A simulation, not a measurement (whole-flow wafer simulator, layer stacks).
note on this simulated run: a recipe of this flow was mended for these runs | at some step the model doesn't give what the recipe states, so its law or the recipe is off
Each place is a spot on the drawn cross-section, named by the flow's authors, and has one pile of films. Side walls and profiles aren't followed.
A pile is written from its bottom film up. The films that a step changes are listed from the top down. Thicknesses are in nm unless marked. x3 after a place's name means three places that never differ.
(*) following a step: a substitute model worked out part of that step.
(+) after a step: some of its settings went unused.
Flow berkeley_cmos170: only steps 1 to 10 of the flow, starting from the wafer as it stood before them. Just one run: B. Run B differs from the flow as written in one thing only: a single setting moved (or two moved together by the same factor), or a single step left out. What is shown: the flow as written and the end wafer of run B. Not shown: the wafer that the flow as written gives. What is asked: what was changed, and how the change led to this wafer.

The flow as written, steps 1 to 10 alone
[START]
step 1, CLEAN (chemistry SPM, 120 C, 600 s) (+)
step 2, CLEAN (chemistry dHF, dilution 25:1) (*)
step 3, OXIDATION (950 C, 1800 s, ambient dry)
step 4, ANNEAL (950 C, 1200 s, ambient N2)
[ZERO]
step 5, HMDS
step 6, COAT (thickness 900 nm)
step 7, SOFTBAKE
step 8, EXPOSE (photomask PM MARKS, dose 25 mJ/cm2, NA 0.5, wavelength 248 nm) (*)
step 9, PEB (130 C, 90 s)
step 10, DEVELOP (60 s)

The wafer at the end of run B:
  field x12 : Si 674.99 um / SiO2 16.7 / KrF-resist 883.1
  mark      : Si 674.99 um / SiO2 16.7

The reason: step 3, OXIDATION: 931 C was run, whereas the flow has 950 C.

How this came from the change, step by step:
  step 3, OXIDATION (950 C, 1800 s, ambient dry)
      field x12, mark: +16.7 SiO2 (new film), -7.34 Si (in the flow as written it would be: +20.4 SiO2 (new film), -8.98 Si)
